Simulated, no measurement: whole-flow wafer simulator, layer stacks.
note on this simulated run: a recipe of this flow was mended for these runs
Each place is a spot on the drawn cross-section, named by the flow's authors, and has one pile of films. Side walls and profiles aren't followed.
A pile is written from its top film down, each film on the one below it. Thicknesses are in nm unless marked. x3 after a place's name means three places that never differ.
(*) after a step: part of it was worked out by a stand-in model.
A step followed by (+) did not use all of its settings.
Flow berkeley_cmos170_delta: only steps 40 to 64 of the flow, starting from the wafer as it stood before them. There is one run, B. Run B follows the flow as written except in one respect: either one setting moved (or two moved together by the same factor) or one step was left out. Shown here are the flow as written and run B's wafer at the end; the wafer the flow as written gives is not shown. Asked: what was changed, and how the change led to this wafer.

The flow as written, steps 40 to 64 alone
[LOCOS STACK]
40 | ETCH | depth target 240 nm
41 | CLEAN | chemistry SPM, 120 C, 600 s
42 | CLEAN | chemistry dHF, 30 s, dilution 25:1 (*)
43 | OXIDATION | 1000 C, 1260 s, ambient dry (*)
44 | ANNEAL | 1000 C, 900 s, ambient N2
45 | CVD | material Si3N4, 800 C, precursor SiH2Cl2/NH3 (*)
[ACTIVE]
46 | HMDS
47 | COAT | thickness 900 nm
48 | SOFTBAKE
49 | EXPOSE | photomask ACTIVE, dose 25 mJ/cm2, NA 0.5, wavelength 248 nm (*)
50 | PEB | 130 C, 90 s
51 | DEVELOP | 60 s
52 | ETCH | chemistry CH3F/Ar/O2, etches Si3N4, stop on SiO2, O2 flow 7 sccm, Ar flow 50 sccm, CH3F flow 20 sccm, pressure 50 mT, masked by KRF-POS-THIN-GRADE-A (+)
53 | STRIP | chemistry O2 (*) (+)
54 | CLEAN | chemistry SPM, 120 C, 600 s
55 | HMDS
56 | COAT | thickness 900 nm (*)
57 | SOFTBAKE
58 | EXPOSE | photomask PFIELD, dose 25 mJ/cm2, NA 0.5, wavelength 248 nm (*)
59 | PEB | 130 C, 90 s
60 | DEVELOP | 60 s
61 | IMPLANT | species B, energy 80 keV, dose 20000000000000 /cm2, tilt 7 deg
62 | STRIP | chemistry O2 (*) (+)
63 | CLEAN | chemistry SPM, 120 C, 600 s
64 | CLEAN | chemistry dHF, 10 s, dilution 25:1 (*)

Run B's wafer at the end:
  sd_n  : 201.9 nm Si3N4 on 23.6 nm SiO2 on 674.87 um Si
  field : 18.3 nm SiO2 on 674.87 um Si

What caused this: step 43, OXIDATION: 1008 s was run, whereas the flow has 1260 s.

The path from the change to this, step by step:
  43 | OXIDATION | 1000 C, 1260 s, ambient dry (*)
      field, sd_n, spacer_n and 6 more: +23.6 SiO2 (new film), -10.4 Si (it would be, as written: +26.6 SiO2 (new film), -11.7 Si)
